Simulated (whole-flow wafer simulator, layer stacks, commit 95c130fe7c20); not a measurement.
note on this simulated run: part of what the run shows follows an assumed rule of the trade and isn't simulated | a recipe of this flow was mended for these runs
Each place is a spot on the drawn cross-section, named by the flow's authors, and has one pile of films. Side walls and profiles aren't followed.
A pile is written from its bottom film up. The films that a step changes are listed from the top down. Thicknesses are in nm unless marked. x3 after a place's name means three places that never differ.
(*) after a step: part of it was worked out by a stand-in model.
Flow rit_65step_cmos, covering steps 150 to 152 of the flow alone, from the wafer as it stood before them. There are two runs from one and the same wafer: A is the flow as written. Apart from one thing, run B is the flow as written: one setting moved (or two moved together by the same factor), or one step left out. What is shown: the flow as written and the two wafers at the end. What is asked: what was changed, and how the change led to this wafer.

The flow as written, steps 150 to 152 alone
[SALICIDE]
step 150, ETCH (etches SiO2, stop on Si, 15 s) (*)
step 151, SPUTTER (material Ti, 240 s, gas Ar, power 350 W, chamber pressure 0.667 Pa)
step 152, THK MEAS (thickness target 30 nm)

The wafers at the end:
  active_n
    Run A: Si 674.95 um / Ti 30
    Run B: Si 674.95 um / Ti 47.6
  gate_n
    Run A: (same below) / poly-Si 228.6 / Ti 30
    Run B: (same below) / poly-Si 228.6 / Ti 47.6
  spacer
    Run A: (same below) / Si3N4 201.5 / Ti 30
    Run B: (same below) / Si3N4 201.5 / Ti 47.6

Cause: step 151, SPUTTER: 381 s was run, whereas the flow has 240 s.

The path from the change to this, step by step:
  step 151, SPUTTER (material Ti, 240 s, gas Ar, power 350 W, chamber pressure 0.667 Pa)
      field, field_pw, field_nw and 11 more: A Ti gains 30 (new film) | B Ti gains 47.6 (new film)
